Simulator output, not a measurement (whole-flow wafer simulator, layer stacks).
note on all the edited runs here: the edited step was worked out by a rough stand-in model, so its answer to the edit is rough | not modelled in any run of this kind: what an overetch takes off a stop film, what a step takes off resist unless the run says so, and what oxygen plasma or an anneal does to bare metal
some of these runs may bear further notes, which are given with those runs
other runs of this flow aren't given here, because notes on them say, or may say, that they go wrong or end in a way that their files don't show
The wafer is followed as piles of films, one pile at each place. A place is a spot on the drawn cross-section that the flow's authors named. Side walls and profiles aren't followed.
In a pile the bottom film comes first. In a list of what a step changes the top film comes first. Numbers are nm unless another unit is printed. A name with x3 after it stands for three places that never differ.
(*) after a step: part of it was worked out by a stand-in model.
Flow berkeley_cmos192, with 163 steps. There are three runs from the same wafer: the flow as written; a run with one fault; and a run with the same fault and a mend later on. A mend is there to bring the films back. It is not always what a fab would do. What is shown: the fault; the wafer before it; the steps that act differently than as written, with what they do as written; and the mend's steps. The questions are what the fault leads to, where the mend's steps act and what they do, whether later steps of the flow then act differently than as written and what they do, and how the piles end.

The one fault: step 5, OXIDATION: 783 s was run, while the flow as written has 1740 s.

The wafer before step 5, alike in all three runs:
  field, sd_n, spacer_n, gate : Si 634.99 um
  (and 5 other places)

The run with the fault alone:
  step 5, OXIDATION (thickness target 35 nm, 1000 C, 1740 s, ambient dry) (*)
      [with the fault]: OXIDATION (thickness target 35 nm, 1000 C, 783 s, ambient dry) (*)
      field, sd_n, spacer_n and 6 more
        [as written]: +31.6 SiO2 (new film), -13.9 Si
        [with the fault]: +20.6 SiO2 (new film), -9.08 Si
  Steps later in the flow that act otherwise than as written:
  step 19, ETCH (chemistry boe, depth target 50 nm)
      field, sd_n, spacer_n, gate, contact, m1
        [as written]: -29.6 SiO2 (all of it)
        [with the fault]: -18.6 SiO2 (all of it)
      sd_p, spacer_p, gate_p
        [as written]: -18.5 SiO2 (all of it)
        [with the fault]: -7.54 SiO2 (all of it)
  The piles end only slightly different from the flow's at the places that both follow, by no more than 2% or 0.5 nm, whichever is larger.

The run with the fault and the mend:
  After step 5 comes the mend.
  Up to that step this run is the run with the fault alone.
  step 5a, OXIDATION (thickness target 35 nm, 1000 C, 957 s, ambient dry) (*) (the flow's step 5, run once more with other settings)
      field, sd_n, spacer_n and 6 more
        +11 SiO2, -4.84 Si
  Later steps of the flow that are run all act as written at every place that is followed.
  The piles end the same as the flow's at every place that both follow.
